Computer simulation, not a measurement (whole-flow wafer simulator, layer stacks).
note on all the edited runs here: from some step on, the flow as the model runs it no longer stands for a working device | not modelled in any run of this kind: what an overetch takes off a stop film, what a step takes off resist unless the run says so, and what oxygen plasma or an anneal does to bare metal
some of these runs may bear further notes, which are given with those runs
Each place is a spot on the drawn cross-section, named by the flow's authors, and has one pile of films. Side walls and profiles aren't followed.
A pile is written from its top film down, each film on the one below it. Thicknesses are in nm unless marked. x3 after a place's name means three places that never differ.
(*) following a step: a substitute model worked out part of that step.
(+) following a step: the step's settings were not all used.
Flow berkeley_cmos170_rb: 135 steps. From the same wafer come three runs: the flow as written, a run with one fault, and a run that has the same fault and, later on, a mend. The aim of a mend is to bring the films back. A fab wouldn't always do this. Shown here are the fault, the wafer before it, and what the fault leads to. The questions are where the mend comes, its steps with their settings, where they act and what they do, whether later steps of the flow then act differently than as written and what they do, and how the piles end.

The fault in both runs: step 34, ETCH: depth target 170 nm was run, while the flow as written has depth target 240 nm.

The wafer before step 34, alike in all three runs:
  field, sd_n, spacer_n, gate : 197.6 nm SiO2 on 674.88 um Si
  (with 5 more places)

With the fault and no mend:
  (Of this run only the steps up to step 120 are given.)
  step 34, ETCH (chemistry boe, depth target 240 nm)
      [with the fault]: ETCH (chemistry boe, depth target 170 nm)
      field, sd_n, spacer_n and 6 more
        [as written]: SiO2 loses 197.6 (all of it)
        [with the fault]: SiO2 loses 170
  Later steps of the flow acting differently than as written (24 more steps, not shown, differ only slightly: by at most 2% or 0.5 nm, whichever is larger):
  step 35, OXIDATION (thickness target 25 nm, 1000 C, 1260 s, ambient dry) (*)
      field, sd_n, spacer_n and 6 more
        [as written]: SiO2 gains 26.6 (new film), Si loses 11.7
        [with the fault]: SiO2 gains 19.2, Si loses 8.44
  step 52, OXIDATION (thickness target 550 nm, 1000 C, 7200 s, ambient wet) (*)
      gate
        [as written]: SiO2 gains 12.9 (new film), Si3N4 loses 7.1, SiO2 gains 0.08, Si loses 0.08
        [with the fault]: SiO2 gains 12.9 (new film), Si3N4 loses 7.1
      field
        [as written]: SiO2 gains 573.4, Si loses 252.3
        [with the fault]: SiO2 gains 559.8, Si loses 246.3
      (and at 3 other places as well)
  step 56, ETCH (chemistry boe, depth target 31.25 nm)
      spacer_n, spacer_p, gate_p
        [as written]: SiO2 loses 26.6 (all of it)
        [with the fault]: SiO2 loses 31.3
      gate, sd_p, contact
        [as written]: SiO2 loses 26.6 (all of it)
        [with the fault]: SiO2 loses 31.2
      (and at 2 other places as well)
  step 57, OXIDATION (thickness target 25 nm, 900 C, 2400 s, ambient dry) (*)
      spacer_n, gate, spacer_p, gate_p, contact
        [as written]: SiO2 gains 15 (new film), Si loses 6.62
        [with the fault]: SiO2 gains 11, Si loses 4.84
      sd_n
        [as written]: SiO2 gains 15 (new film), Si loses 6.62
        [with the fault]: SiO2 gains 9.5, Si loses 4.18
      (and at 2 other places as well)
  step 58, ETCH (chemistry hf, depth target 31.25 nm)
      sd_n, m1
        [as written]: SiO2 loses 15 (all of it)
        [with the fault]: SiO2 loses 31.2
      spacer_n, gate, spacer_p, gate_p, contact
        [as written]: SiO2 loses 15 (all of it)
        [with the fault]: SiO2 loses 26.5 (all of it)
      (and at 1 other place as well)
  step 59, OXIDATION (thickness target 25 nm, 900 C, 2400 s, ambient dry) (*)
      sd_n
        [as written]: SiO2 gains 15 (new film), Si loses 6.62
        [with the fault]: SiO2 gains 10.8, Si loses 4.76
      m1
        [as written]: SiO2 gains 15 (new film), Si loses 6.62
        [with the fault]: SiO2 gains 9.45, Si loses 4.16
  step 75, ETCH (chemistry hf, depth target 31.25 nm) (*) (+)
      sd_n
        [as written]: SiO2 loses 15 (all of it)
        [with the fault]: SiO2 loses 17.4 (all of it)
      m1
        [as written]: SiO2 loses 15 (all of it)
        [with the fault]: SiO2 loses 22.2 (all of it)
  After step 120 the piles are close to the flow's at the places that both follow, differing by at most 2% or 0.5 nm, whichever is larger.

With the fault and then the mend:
  The mend stands after step 34.
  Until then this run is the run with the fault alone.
  step 34a, ETCH (chemistry boe, depth target 70 nm) (a further turn of the flow's step 34, with different settings)
      field, sd_n, spacer_n and 6 more
        SiO2 loses 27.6 (all of it)
  None of the later steps of the flow acts differently than as written at any place that is followed.
  At every place that both follow, the piles at the end match the flow's.
